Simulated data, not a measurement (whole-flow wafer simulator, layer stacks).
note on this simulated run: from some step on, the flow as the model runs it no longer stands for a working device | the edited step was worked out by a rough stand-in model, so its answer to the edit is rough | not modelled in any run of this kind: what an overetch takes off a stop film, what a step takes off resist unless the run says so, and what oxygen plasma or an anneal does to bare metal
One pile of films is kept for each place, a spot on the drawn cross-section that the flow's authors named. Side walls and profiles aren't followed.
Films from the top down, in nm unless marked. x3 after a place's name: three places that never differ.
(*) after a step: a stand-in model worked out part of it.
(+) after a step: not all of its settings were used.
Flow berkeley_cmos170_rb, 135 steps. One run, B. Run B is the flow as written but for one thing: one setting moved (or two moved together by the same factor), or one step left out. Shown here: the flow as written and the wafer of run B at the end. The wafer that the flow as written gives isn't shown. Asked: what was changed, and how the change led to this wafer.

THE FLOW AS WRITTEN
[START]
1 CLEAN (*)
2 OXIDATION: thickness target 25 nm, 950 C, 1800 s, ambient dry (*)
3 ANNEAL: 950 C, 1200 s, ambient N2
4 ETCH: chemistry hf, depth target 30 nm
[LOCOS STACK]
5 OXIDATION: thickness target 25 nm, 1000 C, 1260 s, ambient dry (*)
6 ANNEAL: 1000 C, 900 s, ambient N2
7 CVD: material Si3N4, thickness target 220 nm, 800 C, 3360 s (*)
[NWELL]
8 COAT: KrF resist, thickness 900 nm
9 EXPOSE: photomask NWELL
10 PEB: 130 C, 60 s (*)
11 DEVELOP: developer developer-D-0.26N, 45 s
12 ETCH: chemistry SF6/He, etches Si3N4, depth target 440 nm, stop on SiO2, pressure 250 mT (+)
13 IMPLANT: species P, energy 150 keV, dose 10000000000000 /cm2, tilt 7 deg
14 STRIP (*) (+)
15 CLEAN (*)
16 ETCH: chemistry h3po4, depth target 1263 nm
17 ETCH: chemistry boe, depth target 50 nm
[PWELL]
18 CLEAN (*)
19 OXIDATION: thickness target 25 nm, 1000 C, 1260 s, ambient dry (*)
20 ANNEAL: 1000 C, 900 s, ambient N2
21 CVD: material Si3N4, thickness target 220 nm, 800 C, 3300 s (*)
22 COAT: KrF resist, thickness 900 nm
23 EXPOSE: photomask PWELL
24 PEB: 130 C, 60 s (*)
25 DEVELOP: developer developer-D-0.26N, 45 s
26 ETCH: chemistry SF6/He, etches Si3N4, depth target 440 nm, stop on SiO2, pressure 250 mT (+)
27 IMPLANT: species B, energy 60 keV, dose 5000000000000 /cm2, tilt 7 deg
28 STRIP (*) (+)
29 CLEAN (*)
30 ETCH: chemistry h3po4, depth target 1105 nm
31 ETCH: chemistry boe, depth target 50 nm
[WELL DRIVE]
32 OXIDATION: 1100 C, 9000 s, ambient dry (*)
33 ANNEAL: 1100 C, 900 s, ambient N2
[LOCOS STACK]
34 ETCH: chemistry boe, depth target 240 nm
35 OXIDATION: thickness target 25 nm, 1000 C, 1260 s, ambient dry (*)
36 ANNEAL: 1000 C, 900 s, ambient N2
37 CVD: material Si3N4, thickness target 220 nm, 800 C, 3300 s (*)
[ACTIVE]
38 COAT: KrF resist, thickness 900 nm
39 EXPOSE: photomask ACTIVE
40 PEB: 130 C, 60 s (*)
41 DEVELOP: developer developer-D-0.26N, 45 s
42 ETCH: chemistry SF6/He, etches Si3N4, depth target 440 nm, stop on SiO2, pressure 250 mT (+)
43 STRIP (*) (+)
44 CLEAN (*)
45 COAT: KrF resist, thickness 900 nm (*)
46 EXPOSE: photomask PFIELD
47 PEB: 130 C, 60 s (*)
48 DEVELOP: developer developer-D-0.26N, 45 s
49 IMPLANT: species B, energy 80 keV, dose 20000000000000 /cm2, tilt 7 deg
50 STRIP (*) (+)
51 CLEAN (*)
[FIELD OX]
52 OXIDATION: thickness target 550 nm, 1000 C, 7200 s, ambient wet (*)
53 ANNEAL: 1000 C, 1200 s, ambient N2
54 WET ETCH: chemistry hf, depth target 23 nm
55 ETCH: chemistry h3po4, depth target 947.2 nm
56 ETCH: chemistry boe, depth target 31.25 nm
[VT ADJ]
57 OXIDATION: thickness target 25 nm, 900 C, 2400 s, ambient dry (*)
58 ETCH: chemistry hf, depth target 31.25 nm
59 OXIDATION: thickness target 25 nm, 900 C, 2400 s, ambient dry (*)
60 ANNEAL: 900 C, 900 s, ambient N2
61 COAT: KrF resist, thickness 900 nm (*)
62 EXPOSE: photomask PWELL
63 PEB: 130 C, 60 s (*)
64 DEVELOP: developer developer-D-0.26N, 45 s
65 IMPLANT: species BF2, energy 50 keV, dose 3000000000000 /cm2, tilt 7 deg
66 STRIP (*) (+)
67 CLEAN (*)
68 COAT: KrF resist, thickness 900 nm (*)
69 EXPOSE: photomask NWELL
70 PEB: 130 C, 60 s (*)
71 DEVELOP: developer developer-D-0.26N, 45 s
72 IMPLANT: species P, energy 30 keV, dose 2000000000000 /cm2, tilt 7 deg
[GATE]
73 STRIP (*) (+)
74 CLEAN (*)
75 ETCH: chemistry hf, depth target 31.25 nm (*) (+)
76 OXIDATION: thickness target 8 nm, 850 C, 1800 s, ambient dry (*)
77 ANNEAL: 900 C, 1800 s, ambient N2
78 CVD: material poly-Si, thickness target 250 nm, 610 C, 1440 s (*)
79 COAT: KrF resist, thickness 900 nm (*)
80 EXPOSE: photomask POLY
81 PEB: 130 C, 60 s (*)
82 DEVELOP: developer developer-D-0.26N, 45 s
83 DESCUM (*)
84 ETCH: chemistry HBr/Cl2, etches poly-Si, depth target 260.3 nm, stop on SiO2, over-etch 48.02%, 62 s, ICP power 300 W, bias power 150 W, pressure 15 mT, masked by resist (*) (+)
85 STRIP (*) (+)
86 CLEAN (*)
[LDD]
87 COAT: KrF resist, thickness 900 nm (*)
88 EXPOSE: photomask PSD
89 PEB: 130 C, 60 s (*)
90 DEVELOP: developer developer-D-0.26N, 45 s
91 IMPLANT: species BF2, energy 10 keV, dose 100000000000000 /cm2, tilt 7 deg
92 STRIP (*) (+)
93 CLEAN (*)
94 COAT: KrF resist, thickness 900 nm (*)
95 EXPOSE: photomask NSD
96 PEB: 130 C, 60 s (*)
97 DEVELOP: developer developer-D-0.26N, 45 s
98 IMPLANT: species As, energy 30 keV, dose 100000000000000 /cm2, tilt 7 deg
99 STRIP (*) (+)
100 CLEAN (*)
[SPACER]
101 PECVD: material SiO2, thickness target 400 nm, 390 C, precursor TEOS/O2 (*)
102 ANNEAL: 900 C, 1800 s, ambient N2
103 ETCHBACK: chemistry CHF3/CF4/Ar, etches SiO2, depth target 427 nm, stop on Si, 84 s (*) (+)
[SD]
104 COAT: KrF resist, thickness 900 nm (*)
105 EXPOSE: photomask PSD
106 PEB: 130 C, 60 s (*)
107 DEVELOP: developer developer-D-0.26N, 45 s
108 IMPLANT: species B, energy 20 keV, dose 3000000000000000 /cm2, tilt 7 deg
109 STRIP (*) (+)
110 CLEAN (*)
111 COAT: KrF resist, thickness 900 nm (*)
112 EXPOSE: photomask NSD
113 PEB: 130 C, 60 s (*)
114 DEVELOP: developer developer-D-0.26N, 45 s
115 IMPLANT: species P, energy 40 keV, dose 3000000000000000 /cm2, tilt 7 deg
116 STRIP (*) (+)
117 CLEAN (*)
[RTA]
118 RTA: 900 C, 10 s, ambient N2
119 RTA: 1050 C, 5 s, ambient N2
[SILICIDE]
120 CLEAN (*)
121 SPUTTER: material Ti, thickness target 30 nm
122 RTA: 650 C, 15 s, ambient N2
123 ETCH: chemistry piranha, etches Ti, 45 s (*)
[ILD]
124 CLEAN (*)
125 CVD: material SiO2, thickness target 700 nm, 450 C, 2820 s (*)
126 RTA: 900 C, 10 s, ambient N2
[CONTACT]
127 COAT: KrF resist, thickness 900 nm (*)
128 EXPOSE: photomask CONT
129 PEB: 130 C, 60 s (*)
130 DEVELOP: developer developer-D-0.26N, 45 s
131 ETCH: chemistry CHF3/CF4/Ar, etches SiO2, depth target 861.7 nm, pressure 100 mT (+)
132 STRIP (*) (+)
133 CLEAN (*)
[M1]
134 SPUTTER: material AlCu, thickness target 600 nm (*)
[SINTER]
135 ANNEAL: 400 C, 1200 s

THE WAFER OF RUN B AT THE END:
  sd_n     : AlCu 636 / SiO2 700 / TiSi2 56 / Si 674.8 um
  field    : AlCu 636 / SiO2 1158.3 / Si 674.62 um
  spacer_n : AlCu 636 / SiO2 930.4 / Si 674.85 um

The cause: step 134, SPUTTER: thickness target 636 nm was run, where the flow has thickness target 600 nm.
It can be read off the wafer: sd_n has AlCu 636, and step 134 as written asks for 600 nm.

How the change led to this, step by step:
  134 SPUTTER: material AlCu, thickness target 600 nm (*)
      field, sd_n, spacer_n, gate, spacer_p, gate_p, m1: AlCu +636 (new film) (as written it would be: AlCu +600 (new film))
      sd_p: AlCu +580.4 (new film) (as written it would be: AlCu +545.9 (new film))
      (and at 1 more place)
